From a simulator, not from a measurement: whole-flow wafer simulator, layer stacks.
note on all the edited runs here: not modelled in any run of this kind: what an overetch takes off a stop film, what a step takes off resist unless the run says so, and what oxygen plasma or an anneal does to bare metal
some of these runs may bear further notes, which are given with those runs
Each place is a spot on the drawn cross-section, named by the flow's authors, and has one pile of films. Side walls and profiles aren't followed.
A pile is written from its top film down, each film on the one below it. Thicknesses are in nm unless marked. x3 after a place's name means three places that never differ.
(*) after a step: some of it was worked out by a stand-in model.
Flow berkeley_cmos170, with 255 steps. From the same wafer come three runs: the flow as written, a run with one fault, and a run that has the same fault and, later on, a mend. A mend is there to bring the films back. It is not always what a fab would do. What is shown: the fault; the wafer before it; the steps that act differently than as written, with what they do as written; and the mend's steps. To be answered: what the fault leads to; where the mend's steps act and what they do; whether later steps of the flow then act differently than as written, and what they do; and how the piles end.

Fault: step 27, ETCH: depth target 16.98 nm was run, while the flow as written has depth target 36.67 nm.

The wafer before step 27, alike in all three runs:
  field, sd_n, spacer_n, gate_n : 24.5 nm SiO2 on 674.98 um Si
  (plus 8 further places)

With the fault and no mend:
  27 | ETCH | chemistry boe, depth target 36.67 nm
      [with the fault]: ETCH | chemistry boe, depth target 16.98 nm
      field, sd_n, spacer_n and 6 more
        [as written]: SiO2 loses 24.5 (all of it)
        [with the fault]: SiO2 loses 17
  Later steps of the flow acting differently than as written (42 other steps are not shown; they differ only slightly, by no more than 2% or 0.5 nm, whichever is larger):
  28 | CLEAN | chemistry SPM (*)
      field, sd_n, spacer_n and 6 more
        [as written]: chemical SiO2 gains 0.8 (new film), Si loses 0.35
        [with the fault]: nothing
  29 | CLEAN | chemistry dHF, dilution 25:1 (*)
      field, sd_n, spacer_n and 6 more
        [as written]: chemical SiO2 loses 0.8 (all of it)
        [with the fault]: SiO2 loses 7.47 (all of it)
  When the end is reached, the piles differ only a little from the flow's at the places that both follow, at most by 2% or 0.5 nm, whichever is larger.

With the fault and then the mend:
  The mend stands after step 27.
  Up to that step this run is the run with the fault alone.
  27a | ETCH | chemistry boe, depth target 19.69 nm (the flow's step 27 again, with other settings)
      field, sd_n, spacer_n and 6 more
        SiO2 loses 7.47 (all of it)
  Every later step of the flow that is run acts as written at every place that is followed.
  By the end, the piles equal the flow's at every place that both follow.
